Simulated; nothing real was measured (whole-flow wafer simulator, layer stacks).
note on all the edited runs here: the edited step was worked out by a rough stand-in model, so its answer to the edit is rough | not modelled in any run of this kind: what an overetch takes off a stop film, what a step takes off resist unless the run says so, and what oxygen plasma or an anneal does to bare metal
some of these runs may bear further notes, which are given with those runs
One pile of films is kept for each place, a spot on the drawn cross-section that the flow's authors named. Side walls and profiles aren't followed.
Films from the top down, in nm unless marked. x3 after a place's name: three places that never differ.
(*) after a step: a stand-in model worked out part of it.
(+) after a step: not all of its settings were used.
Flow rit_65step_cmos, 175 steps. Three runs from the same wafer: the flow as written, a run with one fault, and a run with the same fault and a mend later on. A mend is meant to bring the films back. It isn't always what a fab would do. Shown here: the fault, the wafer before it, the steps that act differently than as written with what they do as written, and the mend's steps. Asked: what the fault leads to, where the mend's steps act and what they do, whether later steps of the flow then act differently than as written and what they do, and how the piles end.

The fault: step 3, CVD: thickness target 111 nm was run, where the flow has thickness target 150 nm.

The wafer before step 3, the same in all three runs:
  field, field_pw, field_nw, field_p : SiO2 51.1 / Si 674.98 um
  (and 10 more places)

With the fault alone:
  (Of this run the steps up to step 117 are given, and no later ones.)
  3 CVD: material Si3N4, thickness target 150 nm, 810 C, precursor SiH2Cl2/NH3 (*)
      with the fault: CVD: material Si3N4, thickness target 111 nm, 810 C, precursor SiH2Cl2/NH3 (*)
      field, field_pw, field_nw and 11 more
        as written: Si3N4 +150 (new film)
        with the fault: Si3N4 +111 (new film)
  Later steps of the flow that act differently than as written (36 more steps differ only slightly, by at most 2% or 0.5 nm, whichever is larger, and aren't shown):
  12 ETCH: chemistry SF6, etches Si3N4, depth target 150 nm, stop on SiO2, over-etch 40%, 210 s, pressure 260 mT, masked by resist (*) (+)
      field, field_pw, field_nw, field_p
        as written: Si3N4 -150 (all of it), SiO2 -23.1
        with the fault: Si3N4 -111 (all of it), SiO2 -38.1
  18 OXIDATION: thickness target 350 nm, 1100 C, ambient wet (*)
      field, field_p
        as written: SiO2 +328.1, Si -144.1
        with the fault: SiO2 +340.2, Si -149.4
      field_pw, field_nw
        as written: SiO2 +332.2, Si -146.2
        with the fault: SiO2 +343.6, Si -151.2
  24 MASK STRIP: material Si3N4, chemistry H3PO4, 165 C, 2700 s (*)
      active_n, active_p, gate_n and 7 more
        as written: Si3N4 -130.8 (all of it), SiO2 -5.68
        with the fault: Si3N4 -91.8 (all of it), SiO2 -7.17
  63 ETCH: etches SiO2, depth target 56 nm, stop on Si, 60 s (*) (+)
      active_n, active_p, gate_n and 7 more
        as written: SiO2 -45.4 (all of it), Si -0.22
        with the fault: SiO2 -43.9 (all of it), Si -0.25
  After step 117 the piles differ from the flow's only slightly at the places that both follow, by at most 2% or 0.5 nm, whichever is larger.

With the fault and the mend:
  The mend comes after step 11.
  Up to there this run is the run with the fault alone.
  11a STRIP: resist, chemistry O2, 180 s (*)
      active_n, active_p, gate_n and 7 more
        resist -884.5 (all of it)
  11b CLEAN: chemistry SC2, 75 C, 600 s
      changes no film at any place that is followed
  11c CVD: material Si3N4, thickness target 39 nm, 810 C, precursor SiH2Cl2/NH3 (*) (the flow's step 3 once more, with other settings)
      field, field_pw, field_nw and 11 more
        Si3N4 +39
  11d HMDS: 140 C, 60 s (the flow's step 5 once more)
      changes no film at any place that is followed
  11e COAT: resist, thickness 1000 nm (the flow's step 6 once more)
      field, field_pw, field_nw and 11 more
        resist +1000 (new film)
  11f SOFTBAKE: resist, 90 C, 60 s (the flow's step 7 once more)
      changes no film at any place that is followed
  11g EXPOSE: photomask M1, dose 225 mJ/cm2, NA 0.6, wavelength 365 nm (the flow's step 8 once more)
      changes no film at any place that is followed
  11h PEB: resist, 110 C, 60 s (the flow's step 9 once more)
      field, field_pw, field_nw and 11 more
        resist -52
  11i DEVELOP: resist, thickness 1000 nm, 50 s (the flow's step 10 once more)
      field, field_pw, field_nw, field_p
        resist -948 (all of it)
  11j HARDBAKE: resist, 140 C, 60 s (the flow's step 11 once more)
      active_n, active_p, gate_n and 7 more
        resist -63.5
  No later step of the flow acts differently than as written at any place that is followed.
  At the end the piles are the same as the flow's at every place that both follow.
